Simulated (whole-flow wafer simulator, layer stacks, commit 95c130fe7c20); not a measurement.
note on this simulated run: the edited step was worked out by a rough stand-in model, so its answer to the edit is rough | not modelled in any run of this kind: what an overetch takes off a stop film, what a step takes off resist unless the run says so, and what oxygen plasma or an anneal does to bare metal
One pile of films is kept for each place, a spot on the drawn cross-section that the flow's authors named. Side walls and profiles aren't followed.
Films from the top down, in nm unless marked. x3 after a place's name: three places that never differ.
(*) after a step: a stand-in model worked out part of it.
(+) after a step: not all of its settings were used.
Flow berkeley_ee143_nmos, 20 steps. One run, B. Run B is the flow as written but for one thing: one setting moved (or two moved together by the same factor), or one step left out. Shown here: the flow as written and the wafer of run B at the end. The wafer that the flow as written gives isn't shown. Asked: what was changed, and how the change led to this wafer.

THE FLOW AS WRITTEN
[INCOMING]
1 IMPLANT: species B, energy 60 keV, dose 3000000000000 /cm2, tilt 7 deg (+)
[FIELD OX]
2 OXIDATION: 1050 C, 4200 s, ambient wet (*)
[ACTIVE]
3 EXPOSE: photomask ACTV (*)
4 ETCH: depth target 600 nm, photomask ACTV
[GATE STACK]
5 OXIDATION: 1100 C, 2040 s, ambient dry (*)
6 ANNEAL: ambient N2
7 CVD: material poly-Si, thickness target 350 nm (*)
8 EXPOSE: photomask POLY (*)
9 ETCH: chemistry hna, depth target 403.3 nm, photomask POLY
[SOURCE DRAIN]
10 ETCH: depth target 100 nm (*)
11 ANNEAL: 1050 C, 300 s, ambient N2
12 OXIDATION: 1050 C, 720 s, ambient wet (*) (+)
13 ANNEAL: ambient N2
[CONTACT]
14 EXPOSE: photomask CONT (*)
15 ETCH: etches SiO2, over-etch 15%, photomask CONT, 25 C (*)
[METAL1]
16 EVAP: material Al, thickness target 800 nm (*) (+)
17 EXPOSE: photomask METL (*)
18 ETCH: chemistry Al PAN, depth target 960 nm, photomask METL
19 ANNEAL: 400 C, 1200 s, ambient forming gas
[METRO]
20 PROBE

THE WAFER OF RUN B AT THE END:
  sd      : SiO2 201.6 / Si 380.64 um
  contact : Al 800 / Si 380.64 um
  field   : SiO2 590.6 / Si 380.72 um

The cause: step 10, ETCH: depth target 52 nm was run, where the flow has depth target 100 nm.

How the change led to this, step by step:
  10 ETCH: depth target 100 nm (*)
      sd, contact: SiO2 -52 (as written it would be: SiO2 -79.7 (all of it))
      field: SiO2 -52 (as written it would be: SiO2 -100)
  12 OXIDATION: 1050 C, 720 s, ambient wet (*) (+)
      sd, contact: SiO2 +173.9, Si -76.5 (as written it would be: SiO2 +189.4 (new film), Si -83.4)
      field: SiO2 +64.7, Si -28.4 (as written it would be: SiO2 +69.1, Si -30.4)
  15 ETCH: etches SiO2, over-etch 15%, photomask CONT, 25 C (*)
      contact: SiO2 -201.6 (all of it) (as written it would be: SiO2 -189.4 (all of it))
